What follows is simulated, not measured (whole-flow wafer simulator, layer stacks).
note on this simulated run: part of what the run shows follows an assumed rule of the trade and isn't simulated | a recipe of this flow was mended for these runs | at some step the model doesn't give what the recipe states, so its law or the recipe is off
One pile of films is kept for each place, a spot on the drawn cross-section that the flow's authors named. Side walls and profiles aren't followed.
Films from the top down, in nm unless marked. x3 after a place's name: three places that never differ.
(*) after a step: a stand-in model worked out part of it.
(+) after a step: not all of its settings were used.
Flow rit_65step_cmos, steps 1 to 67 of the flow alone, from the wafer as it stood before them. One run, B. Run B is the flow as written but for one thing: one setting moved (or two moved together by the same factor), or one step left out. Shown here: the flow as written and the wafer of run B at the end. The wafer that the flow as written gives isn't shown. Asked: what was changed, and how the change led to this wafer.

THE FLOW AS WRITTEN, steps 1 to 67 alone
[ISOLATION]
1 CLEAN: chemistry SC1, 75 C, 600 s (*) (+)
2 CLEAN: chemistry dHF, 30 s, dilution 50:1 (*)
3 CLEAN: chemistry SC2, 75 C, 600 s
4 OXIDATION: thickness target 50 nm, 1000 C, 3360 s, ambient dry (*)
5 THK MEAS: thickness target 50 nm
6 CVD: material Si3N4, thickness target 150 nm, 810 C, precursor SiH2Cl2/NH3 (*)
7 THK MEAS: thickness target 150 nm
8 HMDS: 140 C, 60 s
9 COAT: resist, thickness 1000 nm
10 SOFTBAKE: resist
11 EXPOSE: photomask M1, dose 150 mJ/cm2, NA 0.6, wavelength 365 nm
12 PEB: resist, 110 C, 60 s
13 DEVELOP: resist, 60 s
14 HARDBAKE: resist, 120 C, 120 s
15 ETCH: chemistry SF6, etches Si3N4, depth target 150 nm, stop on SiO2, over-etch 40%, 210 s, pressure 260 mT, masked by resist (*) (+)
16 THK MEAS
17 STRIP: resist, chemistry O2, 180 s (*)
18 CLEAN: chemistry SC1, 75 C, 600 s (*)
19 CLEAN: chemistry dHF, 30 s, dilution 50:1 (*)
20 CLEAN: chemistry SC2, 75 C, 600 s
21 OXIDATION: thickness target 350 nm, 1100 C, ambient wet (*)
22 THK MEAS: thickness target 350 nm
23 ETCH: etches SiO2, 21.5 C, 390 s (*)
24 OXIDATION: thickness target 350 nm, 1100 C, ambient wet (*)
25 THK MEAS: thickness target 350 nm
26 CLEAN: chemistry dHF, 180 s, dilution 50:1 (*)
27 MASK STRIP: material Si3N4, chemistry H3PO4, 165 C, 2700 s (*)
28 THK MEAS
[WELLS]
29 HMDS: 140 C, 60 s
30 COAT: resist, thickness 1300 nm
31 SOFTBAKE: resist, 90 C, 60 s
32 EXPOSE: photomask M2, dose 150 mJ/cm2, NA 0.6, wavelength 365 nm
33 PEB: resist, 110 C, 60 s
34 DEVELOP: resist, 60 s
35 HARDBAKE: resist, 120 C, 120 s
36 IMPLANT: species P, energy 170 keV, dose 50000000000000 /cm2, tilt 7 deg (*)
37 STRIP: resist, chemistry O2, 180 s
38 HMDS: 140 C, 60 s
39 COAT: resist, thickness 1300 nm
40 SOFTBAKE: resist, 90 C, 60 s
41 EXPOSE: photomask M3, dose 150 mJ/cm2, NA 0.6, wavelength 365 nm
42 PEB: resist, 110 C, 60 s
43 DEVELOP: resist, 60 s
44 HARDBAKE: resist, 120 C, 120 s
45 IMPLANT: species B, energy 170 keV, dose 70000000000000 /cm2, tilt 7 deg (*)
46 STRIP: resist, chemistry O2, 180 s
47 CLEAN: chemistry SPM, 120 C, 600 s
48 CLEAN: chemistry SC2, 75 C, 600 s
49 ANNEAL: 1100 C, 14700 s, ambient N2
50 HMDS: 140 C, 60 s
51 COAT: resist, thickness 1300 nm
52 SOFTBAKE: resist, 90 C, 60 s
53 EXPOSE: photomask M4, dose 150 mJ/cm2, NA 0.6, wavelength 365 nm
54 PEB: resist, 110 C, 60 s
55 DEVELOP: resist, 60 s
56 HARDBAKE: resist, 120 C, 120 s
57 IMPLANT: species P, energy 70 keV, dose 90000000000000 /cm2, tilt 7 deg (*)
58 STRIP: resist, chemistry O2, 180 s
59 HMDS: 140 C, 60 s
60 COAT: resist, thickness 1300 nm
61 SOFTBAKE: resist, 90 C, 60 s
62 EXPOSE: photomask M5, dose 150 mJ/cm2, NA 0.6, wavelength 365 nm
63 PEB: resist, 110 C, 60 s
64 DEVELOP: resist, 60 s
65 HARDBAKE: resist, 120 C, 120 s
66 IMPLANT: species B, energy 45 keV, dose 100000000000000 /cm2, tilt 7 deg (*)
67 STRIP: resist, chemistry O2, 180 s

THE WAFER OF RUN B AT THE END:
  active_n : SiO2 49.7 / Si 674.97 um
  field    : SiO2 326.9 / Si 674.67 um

The cause: step 27, MASK STRIP: 1620 s was run, where the flow has 2700 s.

How the change led to this, step by step:
  27 MASK STRIP: material Si3N4, chemistry H3PO4, 165 C, 2700 s (*)
      active_n, active_p, gate_n and 7 more: Si3N4 -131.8 (all of it), SiO2 -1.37 (as written it would be: Si3N4 -131.8 (all of it), SiO2 -5.64)
      field, field_pw, field_nw, field_p: SiO2 -6.4 (as written it would be: SiO2 -10.7)
